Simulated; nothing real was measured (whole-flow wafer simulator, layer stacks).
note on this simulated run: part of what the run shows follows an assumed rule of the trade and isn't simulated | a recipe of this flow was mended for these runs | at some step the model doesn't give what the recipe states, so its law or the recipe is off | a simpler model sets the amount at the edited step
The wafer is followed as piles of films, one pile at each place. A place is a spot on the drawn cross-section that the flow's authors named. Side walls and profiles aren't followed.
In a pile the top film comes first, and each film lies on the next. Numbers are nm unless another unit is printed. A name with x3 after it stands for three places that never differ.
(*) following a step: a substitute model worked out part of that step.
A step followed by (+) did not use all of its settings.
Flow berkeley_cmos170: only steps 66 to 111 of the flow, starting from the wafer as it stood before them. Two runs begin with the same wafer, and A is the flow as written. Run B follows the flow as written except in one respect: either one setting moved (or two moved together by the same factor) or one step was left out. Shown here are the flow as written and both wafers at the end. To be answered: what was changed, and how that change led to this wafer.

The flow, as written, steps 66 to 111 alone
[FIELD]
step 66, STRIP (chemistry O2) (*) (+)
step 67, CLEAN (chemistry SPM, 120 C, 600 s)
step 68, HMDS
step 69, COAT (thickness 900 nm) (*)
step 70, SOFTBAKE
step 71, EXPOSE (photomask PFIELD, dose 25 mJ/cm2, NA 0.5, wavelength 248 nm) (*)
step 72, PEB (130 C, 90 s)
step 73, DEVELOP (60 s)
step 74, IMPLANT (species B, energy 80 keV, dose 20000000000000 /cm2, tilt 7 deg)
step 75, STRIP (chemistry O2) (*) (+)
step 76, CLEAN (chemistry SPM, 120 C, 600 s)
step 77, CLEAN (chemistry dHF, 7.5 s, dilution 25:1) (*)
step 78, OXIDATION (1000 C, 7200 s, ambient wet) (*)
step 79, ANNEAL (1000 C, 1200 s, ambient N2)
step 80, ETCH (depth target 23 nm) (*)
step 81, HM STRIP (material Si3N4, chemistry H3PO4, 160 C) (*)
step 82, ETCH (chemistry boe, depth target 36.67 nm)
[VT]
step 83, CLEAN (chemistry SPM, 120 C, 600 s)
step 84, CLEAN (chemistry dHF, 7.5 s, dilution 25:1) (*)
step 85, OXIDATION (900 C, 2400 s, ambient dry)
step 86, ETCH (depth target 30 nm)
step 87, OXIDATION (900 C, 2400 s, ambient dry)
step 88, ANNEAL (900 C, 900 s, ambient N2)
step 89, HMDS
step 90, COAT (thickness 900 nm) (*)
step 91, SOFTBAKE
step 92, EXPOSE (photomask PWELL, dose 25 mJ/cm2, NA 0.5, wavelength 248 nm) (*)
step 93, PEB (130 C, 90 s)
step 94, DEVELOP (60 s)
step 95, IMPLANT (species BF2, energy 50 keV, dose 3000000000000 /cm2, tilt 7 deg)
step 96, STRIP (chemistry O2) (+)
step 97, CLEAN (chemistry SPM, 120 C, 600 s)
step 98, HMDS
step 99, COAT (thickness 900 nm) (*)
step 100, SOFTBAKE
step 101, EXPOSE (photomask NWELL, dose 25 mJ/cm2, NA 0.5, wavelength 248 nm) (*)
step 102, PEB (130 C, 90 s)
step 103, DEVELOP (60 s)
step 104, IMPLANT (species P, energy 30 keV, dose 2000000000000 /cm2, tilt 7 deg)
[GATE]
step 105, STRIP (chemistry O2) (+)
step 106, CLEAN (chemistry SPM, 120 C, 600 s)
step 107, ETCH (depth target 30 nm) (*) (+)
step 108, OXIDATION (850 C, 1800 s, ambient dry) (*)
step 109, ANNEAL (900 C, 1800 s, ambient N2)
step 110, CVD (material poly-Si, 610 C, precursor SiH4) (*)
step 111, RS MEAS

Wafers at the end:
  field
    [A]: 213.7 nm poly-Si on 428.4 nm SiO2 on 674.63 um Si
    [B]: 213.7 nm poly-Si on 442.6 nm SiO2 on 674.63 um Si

Cause: step 81, HM STRIP: 139 C was run, though the flow has 160 C.

The path from the change to this, step by step:
  step 81, HM STRIP (material Si3N4, chemistry H3PO4, 160 C) (*)
      mark, sd_n, spacer_n and 9 more: A Si3N4 loses 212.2 (all of it), SiO2 loses 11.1 | B Si3N4 loses 212.2 (all of it), SiO2 loses 0.74
      field: A SiO2 loses 17.7 | B SiO2 loses 3.45
  step 82, ETCH (chemistry boe, depth target 36.67 nm)
      mark, spacer_n, gate_n and 7 more: A SiO2 loses 15.5 (all of it) | B SiO2 loses 25.8 (all of it)
      sd_n, sd_p: A SiO2 loses 15.5 (all of it) | B SiO2 loses 25.9 (all of it)
